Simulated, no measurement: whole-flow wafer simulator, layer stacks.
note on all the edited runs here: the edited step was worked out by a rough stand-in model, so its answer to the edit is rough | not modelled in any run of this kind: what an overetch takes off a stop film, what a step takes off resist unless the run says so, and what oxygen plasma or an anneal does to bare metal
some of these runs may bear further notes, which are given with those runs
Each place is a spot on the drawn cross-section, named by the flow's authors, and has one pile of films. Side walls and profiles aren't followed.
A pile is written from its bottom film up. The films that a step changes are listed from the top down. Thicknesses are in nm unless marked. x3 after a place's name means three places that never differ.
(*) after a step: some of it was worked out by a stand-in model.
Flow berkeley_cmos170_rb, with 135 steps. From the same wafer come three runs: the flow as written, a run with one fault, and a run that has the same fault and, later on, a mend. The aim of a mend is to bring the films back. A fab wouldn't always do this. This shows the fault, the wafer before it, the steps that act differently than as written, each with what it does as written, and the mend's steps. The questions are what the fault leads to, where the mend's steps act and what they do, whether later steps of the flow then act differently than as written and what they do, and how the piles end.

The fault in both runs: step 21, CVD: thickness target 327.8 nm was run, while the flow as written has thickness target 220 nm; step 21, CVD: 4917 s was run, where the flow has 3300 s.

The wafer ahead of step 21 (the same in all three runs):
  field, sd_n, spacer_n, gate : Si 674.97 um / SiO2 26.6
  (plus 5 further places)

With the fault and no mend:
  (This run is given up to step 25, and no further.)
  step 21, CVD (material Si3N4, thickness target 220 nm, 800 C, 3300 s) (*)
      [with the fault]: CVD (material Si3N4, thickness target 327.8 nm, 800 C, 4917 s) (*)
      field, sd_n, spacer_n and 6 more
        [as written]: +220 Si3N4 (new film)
        [with the fault]: +327.8 Si3N4 (new film)
  None of the later steps of the flow up to step 25 acts differently than as written at any place that is followed.
  The piles after step 25 differ from the flow's at field, sd_n, spacer_n and 6 more by more than 2% or 0.5 nm, whichever is larger.
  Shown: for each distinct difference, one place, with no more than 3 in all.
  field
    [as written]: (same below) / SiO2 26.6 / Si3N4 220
    [with the fault]: (same below) / SiO2 26.6 / Si3N4 327.8
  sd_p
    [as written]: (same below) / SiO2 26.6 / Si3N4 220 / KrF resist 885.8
    [with the fault]: (same below) / SiO2 26.6 / Si3N4 327.8 / KrF resist 885.8

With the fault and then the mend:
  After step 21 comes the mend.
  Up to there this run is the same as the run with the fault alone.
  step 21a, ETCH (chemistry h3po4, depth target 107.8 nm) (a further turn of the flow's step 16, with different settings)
      field, sd_n, spacer_n and 6 more
        -107.8 Si3N4
  None of the later steps of the flow acts differently than as written at any place that is followed.
  By the end, the piles equal the flow's at every place that both follow.
